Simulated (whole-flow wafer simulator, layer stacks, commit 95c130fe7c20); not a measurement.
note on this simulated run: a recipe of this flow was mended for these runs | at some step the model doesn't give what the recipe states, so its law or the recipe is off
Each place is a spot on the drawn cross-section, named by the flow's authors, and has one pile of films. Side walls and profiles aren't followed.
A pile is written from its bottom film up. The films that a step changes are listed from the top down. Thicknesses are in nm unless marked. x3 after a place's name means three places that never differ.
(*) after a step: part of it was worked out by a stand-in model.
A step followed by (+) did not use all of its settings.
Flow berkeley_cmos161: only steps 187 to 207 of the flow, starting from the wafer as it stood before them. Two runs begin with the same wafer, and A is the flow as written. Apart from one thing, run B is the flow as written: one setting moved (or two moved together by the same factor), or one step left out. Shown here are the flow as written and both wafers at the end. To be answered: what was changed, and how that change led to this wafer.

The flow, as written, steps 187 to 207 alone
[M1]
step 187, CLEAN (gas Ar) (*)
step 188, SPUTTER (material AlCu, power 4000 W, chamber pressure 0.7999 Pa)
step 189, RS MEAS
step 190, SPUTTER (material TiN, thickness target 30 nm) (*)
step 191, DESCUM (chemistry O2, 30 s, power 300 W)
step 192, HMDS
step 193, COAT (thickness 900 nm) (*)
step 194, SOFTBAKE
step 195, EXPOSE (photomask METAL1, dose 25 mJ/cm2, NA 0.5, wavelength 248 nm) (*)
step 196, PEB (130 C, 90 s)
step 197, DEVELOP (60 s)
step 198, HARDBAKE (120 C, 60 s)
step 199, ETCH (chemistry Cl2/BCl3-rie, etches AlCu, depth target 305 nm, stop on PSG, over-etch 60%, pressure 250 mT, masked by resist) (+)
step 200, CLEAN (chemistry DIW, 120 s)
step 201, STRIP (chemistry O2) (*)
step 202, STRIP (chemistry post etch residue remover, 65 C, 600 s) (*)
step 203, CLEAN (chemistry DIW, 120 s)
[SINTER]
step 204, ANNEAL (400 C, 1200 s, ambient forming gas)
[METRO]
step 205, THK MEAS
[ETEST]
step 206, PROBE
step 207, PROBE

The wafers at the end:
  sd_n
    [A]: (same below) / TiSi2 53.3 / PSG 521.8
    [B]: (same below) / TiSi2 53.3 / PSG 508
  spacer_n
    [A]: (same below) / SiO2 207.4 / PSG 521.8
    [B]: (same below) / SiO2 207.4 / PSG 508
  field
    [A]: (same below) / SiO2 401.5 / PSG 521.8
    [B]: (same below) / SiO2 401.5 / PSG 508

What caused this: step 199, ETCH: depth target 374 nm was run, while the flow as written has depth target 305 nm.

How this came from the change, step by step:
  step 199, ETCH (chemistry Cl2/BCl3-rie, etches AlCu, depth target 305 nm, stop on PSG, over-etch 60%, pressure 250 mT, masked by resist) (+)
      field, sd_n, spacer_n, gate_n, spacer_p, gate_p: A -30 TiN (all of it), -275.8 AlCu (all of it), -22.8 PSG | B -30 TiN (all of it), -275.8 AlCu (all of it), -36.6 PSG
      contact, m1: A -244 KrF-resist | B -299.2 KrF-resist
      (and at 1 other place as well)
  step 201, STRIP (chemistry O2) (*)
      contact: A -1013 KrF-resist (all of it) | B -957.8 KrF-resist (all of it)
      m1: A -537.5 KrF-resist (all of it) | B -482.3 KrF-resist (all of it)
